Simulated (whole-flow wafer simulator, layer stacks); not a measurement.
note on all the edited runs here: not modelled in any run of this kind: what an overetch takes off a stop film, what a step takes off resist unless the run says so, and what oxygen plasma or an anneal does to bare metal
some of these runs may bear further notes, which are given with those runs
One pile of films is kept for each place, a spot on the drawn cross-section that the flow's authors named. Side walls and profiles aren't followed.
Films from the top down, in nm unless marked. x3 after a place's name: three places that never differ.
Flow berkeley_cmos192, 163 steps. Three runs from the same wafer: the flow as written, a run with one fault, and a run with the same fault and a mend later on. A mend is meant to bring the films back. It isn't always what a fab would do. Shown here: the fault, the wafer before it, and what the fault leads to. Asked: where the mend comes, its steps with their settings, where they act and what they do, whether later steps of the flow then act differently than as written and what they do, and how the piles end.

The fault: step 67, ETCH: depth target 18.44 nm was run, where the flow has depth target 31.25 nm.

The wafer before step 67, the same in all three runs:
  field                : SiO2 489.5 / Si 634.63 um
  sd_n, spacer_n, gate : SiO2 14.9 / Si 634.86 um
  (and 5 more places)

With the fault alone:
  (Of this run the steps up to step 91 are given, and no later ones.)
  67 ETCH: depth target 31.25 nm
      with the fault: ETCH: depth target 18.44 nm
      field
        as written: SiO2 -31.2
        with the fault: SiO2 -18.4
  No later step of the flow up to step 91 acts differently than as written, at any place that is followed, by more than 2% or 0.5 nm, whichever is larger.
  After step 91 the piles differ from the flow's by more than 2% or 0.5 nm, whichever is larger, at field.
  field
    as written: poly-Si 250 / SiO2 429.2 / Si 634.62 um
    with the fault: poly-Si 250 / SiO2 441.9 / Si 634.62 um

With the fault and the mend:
  The mend comes after step 67.
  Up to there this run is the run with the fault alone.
  67a ETCH: depth target 12.81 nm (the flow's step 67 once more, with other settings)
      field
        SiO2 -12.8
  No later step of the flow acts differently than as written, at any place that is followed, by more than 2% or 0.5 nm, whichever is larger.
  At the end the piles are the same as the flow's at every place that both follow.
